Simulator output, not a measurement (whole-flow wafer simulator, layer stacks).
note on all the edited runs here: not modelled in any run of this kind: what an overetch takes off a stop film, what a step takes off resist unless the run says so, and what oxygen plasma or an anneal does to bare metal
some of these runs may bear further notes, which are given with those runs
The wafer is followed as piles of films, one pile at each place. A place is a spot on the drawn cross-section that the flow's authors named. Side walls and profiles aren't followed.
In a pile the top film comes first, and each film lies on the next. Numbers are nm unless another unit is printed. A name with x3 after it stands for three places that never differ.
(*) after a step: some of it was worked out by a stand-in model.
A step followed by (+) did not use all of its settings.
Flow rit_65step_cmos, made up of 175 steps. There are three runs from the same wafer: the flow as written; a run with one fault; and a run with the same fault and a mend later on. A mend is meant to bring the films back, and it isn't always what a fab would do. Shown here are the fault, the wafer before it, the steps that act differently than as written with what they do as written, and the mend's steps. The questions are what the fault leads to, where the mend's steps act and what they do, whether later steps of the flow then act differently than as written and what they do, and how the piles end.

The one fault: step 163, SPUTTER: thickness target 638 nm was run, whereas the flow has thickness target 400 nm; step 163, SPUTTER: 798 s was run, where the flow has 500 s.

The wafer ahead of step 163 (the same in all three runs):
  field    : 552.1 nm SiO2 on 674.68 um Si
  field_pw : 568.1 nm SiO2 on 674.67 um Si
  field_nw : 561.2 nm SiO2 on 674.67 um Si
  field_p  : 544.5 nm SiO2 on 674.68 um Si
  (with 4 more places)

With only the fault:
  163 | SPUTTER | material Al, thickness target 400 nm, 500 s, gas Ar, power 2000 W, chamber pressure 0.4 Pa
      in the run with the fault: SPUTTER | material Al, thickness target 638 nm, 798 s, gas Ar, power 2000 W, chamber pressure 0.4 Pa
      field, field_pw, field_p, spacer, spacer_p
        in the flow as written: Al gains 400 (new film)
        in the run with the fault: Al gains 638 (new film)
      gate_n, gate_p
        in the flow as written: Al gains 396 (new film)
        in the run with the fault: Al gains 571.3 (new film)
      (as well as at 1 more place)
  Steps further on in the flow that do not act as written:
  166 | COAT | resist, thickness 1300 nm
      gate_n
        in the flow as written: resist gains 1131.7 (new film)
        in the run with the fault: resist gains 1197.1 (new film)
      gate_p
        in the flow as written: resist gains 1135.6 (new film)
        in the run with the fault: resist gains 1200.4 (new film)
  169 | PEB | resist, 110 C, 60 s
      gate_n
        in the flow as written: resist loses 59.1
        in the run with the fault: resist loses 62.7
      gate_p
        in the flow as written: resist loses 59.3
        in the run with the fault: resist loses 62.9
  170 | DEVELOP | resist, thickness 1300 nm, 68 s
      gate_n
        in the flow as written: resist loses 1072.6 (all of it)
        in the run with the fault: resist loses 1134.4 (all of it)
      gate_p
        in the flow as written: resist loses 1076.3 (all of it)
        in the run with the fault: resist loses 1137.5 (all of it)
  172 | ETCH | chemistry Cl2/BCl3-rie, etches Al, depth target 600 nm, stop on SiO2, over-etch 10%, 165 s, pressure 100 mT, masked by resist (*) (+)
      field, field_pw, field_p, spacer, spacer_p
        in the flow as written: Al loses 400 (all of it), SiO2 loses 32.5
        in the run with the fault: Al loses 638 (all of it), SiO2 loses 2.75
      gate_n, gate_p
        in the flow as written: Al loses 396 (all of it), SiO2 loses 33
        in the run with the fault: Al loses 571.3 (all of it), SiO2 loses 11.1
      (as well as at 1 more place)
  At field, field_pw, field_nw, field_p, gate_n, gate_p, spacer, spacer_p, the piles at the end differ from the flow's by more than 2% or 0.5 nm, whichever is larger.
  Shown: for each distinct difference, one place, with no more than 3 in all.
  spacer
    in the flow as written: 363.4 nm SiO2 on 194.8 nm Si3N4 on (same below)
    in the run with the fault: 393.2 nm SiO2 on 194.8 nm Si3N4 on (same below)
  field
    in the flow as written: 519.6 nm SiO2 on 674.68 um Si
    in the run with the fault: 549.4 nm SiO2 on 674.68 um Si
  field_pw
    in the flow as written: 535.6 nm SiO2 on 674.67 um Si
    in the run with the fault: 565.4 nm SiO2 on 674.67 um Si

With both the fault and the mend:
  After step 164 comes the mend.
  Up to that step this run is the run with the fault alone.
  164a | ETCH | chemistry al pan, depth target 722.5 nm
      field, field_pw, field_nw, field_p, spacer, spacer_p
        Al loses 638 (all of it)
      gate_n, gate_p
        Al loses 571.3 (all of it)
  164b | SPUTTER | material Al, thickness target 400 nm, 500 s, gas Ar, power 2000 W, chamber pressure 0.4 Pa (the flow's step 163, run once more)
      field, field_pw, field_p, spacer, spacer_p
        Al gains 400 (new film)
      gate_n, gate_p
        Al gains 396 (new film)
      field_nw
        Al gains 397.2 (new film)
  None of the later steps of the flow acts differently than as written at any place that is followed.
  The piles end the same as the flow's at every place that both follow.
